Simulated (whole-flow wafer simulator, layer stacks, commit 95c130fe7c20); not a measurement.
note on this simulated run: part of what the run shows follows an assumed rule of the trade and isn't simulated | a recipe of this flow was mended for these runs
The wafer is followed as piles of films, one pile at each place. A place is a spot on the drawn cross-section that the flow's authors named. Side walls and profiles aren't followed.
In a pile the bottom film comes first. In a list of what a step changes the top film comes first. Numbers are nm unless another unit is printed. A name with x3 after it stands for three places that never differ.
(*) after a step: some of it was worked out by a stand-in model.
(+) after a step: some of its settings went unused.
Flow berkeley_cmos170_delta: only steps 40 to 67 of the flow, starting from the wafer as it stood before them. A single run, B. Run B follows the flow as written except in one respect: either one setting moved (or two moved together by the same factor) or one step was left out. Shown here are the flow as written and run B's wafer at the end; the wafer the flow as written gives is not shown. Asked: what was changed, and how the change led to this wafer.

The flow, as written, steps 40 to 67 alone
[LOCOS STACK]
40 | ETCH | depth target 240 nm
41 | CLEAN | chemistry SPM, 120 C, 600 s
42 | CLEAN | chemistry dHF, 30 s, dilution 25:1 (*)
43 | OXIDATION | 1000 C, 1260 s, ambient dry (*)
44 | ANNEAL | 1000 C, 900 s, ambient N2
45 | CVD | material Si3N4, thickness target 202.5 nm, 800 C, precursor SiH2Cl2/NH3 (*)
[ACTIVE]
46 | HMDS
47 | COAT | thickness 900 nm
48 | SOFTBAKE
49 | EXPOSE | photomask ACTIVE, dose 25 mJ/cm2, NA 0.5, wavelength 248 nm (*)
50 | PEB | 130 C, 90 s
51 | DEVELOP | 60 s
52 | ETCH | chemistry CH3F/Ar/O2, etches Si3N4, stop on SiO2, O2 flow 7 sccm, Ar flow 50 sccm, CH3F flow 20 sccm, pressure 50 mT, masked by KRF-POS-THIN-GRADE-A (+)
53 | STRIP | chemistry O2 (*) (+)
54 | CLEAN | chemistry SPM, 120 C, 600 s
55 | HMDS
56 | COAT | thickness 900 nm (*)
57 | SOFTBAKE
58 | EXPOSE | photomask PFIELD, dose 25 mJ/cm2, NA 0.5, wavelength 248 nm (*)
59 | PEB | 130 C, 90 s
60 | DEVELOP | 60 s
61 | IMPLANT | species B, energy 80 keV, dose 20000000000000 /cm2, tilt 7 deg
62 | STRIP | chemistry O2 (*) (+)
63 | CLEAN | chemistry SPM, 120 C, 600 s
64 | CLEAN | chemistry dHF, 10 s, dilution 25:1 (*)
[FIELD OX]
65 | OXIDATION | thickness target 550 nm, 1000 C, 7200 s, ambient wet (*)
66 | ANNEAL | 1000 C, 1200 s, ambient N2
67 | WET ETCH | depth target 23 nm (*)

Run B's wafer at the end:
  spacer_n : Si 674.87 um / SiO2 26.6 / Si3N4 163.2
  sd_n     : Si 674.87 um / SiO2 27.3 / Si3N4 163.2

What caused this: step 45, CVD: 788 C was run, whereas the flow has 800 C.

Step by step, how the change led to this:
  45 | CVD | material Si3N4, thickness target 202.5 nm, 800 C, precursor SiH2Cl2/NH3 (*)
      field, sd_n, spacer_n and 6 more: Si3N4 gains 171 (new film) (as written it would have been: Si3N4 gains 202.5 (new film))
  52 | ETCH | chemistry CH3F/Ar/O2, etches Si3N4, stop on SiO2, O2 flow 7 sccm, Ar flow 50 sccm, CH3F flow 20 sccm, pressure 50 mT, masked by KRF-POS-THIN-GRADE-A (+)
      sd_n, spacer_n, gate, sd_p, spacer_p, gate_p, contact, m1: KrF-resist loses 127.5 (as written it would have been: KrF-resist loses 148.5)
      field: Si3N4 loses 171 (all of it), SiO2 loses 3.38 (as written it would have been: Si3N4 loses 202.5 (all of it), SiO2 loses 3.38)
  53 | STRIP | chemistry O2 (*) (+)
      sd_n, spacer_n, gate, sd_p, spacer_p, gate_p, contact, m1: KrF-resist loses 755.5 (all of it) (as written it would have been: KrF-resist loses 734.6 (all of it))
  62 | STRIP | chemistry O2 (*) (+)
      sd_n: KrF-resist loses 793.6 (all of it) (as written it would have been: KrF-resist loses 777.7 (all of it))
  65 | OXIDATION | thickness target 550 nm, 1000 C, 7200 s, ambient wet (*)
      sd_n, sd_p: SiO2 gains 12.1 (new film), Si3N4 loses 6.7, SiO2 gains 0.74, Si loses 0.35 (as written it would have been: SiO2 gains 12.1 (new film), Si3N4 loses 6.7, SiO2 gains 0.15, Si loses 0.12)
